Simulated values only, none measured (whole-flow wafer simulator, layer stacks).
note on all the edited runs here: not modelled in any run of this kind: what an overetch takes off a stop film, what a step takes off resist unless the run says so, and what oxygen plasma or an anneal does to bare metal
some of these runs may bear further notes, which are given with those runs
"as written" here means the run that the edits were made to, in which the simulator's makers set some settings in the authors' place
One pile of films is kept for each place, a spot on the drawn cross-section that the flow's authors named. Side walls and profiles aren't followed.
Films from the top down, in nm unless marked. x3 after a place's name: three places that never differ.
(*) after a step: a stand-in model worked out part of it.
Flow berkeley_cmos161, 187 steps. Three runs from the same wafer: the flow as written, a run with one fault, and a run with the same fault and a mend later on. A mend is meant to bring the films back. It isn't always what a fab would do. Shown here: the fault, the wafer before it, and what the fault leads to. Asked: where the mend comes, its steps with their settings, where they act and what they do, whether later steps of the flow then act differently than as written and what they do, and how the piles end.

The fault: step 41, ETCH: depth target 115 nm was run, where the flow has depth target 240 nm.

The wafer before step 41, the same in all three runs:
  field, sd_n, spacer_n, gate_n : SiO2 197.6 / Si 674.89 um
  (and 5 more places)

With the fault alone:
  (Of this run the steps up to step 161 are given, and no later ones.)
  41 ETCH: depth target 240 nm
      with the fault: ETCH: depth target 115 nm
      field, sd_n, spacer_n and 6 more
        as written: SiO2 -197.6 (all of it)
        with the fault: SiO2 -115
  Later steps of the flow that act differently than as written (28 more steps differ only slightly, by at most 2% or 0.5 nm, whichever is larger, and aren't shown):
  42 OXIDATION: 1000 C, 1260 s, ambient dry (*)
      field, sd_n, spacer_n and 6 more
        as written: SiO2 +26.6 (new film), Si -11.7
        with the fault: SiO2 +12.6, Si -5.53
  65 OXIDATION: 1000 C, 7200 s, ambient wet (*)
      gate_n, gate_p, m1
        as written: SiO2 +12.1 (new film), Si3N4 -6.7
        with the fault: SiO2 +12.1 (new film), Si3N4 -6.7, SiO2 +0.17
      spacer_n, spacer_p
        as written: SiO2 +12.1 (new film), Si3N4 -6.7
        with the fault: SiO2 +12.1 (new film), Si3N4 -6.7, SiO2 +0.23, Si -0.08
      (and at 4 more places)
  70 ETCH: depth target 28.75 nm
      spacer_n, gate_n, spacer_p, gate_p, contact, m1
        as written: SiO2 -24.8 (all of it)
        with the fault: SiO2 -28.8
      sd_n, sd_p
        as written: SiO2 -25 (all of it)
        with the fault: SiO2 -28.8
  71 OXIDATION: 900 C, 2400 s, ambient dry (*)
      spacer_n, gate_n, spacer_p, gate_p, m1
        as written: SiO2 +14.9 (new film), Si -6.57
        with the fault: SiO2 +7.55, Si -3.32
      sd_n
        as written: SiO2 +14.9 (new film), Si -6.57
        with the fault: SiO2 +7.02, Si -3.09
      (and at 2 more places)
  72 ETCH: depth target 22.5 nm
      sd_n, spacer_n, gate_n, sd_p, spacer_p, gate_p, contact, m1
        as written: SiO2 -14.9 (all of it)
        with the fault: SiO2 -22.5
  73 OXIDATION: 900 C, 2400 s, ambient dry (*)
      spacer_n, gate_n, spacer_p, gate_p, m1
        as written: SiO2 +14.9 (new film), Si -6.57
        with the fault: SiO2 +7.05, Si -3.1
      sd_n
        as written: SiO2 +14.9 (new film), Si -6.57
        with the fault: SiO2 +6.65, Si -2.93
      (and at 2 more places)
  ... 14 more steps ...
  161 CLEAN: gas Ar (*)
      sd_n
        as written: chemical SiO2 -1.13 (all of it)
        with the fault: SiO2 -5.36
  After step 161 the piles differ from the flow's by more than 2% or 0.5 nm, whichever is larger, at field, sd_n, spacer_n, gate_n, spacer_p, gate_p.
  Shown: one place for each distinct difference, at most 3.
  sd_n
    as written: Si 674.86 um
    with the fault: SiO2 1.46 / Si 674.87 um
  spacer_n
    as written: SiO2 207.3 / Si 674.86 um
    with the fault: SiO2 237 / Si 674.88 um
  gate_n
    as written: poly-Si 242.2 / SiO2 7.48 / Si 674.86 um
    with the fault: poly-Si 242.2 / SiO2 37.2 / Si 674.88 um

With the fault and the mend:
  The mend comes after step 41.
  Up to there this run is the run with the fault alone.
  41a ETCH: depth target 125 nm (the flow's step 41 once more, with other settings)
      field, sd_n, spacer_n and 6 more
        SiO2 -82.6 (all of it)
  No later step of the flow acts differently than as written at any place that is followed.
  At the end the piles are the same as the flow's at every place that both follow.
